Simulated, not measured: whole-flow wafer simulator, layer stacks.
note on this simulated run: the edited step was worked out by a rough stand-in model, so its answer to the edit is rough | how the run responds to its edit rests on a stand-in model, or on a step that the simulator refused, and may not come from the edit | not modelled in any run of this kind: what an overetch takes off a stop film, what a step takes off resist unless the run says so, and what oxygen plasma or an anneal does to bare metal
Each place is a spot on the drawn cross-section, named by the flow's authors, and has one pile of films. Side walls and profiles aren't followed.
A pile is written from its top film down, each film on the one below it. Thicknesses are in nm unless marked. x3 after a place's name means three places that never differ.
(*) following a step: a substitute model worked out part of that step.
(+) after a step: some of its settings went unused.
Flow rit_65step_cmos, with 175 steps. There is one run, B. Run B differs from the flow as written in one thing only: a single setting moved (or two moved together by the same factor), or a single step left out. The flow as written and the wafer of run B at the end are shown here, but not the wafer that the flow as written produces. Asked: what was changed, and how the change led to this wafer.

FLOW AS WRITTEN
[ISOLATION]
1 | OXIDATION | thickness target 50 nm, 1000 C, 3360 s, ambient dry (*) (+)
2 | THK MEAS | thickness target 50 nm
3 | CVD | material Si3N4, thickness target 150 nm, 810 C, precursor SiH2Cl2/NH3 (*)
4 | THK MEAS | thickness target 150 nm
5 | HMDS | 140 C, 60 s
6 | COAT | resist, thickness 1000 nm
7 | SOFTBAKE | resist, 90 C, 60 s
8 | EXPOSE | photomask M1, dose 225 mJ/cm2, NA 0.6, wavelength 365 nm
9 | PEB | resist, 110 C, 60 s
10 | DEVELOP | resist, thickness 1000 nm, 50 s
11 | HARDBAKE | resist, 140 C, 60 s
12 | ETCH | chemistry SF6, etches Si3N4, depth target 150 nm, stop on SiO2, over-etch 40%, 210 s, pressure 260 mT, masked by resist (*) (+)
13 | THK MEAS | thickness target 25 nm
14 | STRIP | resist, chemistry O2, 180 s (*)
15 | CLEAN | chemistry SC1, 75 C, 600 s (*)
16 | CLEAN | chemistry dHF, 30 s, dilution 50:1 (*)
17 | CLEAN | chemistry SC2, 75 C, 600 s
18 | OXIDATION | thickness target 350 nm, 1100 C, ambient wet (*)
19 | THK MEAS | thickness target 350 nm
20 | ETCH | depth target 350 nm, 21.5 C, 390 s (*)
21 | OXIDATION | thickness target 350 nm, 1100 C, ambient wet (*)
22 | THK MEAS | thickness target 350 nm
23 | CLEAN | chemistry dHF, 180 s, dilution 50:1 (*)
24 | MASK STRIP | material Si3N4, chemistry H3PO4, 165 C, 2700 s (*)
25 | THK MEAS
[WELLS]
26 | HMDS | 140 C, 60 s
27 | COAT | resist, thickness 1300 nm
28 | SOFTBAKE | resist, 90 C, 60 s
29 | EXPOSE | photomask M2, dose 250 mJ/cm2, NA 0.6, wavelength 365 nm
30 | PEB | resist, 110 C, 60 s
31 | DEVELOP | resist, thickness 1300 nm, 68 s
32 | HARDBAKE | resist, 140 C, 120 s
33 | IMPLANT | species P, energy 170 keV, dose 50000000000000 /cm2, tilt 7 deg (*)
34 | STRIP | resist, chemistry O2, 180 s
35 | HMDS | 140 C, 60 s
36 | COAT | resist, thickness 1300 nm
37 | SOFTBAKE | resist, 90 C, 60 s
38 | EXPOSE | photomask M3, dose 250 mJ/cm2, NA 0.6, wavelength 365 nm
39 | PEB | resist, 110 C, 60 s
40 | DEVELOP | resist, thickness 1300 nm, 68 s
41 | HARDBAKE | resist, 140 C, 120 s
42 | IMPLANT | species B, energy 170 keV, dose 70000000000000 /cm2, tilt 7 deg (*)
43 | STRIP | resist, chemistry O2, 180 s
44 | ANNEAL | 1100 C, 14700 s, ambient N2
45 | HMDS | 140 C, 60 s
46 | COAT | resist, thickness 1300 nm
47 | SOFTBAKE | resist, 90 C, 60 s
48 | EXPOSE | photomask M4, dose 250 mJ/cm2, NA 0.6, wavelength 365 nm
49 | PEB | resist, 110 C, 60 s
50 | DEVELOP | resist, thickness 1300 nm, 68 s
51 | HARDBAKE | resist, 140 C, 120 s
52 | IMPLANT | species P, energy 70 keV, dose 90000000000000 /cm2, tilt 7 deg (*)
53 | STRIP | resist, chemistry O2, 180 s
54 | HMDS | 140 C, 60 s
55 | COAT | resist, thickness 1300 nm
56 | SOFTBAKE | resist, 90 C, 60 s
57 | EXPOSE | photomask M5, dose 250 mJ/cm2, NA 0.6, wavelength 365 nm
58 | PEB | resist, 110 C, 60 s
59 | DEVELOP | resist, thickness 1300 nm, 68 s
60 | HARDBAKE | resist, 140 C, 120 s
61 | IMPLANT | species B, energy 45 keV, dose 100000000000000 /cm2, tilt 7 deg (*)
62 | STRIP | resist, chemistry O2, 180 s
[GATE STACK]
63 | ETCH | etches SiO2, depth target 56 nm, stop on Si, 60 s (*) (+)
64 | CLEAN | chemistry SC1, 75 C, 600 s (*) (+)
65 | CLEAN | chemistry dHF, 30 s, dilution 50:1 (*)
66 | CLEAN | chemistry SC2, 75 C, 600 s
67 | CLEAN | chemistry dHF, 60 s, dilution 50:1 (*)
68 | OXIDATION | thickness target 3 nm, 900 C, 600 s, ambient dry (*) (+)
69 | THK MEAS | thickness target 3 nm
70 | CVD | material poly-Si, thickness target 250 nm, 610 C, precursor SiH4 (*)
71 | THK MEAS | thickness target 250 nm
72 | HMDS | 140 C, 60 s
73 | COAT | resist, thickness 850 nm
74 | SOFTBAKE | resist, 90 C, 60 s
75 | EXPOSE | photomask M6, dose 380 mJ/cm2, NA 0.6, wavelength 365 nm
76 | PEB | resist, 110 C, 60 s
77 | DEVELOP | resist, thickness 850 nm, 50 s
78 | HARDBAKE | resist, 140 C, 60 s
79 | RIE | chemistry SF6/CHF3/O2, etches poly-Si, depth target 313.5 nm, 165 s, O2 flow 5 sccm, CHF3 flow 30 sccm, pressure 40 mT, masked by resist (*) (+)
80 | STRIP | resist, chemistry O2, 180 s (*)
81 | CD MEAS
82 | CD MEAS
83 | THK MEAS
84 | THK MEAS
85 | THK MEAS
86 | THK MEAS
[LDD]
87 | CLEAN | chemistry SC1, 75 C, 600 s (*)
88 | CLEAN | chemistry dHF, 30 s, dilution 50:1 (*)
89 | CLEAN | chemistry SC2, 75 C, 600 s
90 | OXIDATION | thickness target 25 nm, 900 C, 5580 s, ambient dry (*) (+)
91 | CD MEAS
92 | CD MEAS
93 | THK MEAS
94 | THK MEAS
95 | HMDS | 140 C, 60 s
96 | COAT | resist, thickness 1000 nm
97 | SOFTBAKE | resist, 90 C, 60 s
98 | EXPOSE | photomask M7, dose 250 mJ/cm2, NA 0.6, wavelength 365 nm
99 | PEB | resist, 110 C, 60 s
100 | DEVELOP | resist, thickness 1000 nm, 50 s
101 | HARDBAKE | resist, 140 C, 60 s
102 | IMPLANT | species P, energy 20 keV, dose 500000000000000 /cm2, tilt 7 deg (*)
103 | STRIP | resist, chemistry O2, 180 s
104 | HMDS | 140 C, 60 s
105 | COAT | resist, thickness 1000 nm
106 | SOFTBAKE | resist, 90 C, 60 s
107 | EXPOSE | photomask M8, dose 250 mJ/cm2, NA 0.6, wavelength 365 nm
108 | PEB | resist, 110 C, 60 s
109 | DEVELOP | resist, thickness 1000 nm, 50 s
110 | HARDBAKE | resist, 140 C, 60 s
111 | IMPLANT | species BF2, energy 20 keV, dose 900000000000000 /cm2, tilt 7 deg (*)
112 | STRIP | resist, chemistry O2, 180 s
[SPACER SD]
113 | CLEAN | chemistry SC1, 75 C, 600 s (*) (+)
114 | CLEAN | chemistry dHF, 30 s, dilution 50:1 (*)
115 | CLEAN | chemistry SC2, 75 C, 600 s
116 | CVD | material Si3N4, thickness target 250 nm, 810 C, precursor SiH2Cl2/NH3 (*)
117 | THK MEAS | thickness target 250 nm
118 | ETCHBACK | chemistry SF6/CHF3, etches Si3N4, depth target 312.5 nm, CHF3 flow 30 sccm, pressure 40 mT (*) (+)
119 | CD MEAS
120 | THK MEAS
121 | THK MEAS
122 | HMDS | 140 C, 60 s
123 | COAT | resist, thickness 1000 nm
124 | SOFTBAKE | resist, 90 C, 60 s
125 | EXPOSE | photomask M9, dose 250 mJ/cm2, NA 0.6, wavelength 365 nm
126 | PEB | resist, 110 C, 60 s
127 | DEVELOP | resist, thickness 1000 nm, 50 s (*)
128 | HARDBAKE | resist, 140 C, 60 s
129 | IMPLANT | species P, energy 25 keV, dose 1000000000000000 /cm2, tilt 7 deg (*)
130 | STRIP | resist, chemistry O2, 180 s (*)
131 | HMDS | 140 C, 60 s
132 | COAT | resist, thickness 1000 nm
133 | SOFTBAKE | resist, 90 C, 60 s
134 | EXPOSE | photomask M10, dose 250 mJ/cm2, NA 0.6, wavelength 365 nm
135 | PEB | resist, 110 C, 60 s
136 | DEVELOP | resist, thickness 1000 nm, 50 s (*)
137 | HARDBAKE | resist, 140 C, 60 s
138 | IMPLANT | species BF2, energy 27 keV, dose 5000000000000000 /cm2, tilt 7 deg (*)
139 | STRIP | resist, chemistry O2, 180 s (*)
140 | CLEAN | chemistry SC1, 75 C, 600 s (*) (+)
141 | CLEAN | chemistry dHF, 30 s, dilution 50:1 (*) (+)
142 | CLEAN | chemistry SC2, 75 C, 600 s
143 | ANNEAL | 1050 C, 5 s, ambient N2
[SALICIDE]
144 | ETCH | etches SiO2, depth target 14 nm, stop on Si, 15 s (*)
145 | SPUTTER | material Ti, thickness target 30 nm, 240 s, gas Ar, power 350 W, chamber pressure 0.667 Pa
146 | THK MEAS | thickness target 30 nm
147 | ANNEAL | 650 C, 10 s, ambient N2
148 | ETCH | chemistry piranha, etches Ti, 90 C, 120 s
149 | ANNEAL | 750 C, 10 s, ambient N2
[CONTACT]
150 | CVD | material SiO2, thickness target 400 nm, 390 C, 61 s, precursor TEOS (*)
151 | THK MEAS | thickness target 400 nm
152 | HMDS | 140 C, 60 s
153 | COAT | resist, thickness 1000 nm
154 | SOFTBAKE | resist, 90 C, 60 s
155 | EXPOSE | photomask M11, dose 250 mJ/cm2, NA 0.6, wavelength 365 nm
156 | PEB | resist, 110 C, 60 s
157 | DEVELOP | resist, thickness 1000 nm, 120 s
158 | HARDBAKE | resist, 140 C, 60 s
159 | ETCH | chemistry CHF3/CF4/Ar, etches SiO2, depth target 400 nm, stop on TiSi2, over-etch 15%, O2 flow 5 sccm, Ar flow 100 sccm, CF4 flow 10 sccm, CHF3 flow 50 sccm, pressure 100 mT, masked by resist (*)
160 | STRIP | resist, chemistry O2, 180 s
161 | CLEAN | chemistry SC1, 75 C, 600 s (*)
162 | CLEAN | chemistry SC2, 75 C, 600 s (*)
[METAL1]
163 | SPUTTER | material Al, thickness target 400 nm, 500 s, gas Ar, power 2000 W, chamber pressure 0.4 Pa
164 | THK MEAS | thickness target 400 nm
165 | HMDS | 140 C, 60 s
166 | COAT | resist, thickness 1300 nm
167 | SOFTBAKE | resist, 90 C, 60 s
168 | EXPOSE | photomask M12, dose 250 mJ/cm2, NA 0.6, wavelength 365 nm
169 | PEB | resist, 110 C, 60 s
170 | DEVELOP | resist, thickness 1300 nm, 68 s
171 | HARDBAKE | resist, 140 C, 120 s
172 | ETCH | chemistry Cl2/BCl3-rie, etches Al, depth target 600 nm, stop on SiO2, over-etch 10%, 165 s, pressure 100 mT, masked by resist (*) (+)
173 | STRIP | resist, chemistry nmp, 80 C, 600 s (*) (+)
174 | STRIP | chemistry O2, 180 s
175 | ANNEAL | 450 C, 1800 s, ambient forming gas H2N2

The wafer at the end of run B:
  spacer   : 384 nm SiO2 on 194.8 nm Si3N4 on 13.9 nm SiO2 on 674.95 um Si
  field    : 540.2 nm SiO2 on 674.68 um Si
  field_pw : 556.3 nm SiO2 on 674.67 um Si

The reason: step 172, ETCH: depth target 450 nm was run, though the flow has depth target 600 nm.

Step by step, how the change led to this:
  172 | ETCH | chemistry Cl2/BCl3-rie, etches Al, depth target 600 nm, stop on SiO2, over-etch 10%, 165 s, pressure 100 mT, masked by resist (*) (+)
      field, field_pw, field_p, spacer, spacer_p: -400 Al (all of it), -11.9 SiO2 (it would be, as written: -400 Al (all of it), -32.5 SiO2)
      gate_n, gate_p: -396 Al (all of it), -12.4 SiO2 (it would be, as written: -396 Al (all of it), -33 SiO2)
      (also at 1 further place)
